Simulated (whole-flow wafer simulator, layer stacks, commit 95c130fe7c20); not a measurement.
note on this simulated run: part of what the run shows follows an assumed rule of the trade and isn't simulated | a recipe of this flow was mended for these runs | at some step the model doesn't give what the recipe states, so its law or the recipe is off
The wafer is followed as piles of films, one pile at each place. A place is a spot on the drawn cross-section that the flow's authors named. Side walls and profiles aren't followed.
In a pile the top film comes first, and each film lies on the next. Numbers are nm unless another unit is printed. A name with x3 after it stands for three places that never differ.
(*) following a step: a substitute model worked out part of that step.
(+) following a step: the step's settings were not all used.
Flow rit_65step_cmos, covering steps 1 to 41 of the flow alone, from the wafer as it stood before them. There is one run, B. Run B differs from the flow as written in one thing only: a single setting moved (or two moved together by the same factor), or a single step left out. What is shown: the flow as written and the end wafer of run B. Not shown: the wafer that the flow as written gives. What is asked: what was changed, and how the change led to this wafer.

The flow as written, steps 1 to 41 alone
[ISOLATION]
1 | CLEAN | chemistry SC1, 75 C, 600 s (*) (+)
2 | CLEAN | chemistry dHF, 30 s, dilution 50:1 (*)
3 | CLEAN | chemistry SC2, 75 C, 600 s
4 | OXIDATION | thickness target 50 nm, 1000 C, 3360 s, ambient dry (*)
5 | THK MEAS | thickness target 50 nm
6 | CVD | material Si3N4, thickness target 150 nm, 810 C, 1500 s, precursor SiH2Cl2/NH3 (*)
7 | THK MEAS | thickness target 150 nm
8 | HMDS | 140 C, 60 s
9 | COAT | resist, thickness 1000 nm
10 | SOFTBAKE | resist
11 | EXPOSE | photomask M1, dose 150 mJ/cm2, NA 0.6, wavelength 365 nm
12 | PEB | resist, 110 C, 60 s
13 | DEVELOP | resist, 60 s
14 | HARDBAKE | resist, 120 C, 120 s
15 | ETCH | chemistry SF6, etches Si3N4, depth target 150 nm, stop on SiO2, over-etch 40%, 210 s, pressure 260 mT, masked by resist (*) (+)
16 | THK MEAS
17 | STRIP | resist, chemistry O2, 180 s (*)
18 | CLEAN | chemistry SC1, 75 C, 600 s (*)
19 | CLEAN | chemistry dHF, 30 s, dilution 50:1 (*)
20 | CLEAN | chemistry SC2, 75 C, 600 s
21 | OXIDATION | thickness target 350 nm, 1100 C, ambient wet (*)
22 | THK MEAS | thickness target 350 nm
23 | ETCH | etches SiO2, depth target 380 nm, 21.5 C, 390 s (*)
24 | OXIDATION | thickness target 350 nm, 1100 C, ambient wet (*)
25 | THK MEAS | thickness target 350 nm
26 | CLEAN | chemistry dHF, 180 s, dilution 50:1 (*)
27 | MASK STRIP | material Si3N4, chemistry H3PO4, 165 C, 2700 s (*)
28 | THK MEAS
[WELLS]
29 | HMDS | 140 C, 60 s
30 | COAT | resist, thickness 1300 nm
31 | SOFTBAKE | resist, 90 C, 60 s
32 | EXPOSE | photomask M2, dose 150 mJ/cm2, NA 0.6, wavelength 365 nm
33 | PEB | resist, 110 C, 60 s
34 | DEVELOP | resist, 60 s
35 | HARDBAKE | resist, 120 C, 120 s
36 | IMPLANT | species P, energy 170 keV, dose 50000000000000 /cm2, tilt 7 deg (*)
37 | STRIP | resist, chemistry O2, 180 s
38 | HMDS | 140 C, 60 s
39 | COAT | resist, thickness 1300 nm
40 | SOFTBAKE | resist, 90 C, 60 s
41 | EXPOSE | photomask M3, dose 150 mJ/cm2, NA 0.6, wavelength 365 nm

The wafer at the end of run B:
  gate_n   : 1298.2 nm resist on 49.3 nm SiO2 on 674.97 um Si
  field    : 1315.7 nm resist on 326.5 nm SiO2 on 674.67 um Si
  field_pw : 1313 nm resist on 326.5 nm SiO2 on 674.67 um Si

Cause: step 27, MASK STRIP: 1728 s was run, while the flow as written has 2700 s.

The path from the change to this, step by step:
  27 | MASK STRIP | material Si3N4, chemistry H3PO4, 165 C, 2700 s (*)
      active_n, active_p, gate_n and 7 more: Si3N4 loses 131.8 (all of it), SiO2 loses 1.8 (in the flow as written it would be: Si3N4 loses 131.8 (all of it), SiO2 loses 5.64)
      field, field_pw, field_nw, field_p: SiO2 loses 6.83 (in the flow as written it would be: SiO2 loses 10.7)
